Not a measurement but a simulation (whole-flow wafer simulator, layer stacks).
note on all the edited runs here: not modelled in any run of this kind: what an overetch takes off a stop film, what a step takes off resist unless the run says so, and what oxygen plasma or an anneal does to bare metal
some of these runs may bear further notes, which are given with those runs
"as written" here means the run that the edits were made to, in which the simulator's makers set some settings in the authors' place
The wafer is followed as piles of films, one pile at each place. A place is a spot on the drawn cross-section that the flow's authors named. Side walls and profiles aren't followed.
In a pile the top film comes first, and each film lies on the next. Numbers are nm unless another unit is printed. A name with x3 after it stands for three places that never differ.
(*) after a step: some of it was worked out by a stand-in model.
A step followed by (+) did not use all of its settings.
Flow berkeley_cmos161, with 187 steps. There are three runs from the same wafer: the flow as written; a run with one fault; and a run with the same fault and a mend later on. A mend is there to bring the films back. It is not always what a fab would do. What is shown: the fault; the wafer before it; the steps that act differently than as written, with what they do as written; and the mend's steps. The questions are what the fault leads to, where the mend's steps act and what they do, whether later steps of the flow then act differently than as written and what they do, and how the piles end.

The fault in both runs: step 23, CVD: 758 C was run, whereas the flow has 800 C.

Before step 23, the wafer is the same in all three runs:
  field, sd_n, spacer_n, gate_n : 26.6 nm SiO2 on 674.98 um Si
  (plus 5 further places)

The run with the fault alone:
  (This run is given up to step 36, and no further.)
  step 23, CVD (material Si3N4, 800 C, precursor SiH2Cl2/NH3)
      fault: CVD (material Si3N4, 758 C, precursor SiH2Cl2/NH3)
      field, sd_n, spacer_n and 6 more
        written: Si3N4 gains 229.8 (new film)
        fault: Si3N4 gains 133.6 (new film)
  Steps later in the flow that act otherwise than as written (not shown: 1 more step that differs only slightly, by at most 2% or 0.5 nm, whichever is larger):
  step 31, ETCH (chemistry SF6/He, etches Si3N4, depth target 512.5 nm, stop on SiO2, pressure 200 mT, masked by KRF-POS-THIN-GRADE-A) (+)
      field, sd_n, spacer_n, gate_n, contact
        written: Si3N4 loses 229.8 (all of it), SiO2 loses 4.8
        fault: Si3N4 loses 133.6 (all of it), SiO2 loses 4.8
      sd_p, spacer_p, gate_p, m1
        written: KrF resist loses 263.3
        fault: KrF resist loses 158.7
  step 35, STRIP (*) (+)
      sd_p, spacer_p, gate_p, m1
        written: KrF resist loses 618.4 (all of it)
        fault: KrF resist loses 722.9 (all of it)
  After step 36, at sd_p, spacer_p, gate_p, m1, the piles differ from the flow's by more than 2% or 0.5 nm, whichever is larger.
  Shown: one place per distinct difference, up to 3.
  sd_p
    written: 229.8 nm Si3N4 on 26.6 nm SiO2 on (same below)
    fault: 133.6 nm Si3N4 on 26.6 nm SiO2 on (same below)

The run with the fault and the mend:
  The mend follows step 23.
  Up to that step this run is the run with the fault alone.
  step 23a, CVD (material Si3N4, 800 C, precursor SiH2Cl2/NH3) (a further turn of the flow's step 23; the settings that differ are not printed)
      field, sd_n, spacer_n and 6 more
        Si3N4 gains 96.2
  Later steps of the flow that are run all act as written at every place that is followed, up to a difference of at most 2% or 0.5 nm, whichever is larger.
  By the end, the piles equal the flow's at every place that both follow.
